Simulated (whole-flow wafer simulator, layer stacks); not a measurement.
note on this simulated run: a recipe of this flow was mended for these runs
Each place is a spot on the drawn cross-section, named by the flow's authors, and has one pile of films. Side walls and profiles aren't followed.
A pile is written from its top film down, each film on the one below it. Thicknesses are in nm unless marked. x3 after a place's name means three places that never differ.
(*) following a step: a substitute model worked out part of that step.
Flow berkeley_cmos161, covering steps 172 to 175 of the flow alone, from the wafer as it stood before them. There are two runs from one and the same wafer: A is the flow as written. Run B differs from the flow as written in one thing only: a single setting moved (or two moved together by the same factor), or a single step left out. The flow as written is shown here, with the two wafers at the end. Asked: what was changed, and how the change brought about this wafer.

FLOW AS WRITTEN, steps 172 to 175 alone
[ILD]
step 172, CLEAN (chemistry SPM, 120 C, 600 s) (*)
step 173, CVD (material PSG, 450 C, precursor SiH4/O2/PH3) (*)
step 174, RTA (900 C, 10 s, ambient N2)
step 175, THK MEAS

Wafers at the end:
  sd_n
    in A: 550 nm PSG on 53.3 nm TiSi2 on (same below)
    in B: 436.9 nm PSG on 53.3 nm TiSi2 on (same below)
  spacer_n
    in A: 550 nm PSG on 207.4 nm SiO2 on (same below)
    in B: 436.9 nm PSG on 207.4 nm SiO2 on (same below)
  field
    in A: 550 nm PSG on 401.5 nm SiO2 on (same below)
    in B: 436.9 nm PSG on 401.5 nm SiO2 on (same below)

What caused this: step 173, CVD: 417 C was run, while the flow as written has 450 C.

The path from the change to this, step by step:
  step 173, CVD (material PSG, 450 C, precursor SiH4/O2/PH3) (*)
      field, sd_n, spacer_n, gate_n, spacer_p, gate_p, contact x2: A PSG gains 550 (new film) | B PSG gains 436.9 (new film)
      sd_p: A PSG gains 522.4 (new film) | B PSG gains 416.1 (new film)
